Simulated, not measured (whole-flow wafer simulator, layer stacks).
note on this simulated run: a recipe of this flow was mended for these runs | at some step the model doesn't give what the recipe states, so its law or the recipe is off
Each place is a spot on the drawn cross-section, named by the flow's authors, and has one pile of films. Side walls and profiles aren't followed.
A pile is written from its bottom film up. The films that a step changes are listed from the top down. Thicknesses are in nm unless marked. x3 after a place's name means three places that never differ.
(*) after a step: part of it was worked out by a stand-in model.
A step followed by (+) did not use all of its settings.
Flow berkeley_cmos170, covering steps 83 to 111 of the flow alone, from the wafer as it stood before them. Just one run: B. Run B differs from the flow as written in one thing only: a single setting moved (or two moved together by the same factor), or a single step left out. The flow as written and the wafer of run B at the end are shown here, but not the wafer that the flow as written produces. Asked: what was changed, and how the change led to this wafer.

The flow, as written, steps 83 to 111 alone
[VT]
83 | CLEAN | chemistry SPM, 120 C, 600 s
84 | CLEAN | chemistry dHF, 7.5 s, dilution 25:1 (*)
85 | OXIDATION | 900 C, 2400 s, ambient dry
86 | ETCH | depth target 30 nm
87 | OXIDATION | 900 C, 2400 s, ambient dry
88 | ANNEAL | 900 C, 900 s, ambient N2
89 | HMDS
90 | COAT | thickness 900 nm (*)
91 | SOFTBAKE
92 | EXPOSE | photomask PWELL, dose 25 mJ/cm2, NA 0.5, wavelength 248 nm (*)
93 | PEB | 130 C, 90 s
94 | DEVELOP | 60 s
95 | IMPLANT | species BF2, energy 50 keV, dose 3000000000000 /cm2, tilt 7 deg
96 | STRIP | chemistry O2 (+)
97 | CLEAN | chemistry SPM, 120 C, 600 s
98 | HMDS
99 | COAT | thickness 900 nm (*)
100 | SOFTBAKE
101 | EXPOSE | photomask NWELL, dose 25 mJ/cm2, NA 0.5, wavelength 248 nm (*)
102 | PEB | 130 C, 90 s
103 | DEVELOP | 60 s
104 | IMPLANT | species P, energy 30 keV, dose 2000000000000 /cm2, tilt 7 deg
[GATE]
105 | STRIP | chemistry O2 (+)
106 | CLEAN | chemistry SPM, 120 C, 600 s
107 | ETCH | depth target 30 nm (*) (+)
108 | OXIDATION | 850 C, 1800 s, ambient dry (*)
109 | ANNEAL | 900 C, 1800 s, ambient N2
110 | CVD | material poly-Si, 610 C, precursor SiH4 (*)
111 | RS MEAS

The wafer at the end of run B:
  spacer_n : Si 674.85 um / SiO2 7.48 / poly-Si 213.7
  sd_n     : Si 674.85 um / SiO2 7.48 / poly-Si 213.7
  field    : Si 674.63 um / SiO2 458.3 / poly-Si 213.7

What caused this: step 86, ETCH: depth target 30 nm, was omitted.

Step by step, how the change led to this:
  87 | OXIDATION | 900 C, 2400 s, ambient dry
      mark, sd_n, spacer_n and 9 more: SiO2 gains 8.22, Si loses 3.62 (it would be, as written: SiO2 gains 14.9 (new film), Si loses 6.57)
  107 | ETCH | depth target 30 nm (*) (+)
      mark, sd_n, spacer_n and 9 more: SiO2 loses 23.2 (all of it) (it would be, as written: SiO2 loses 14.9 (all of it))
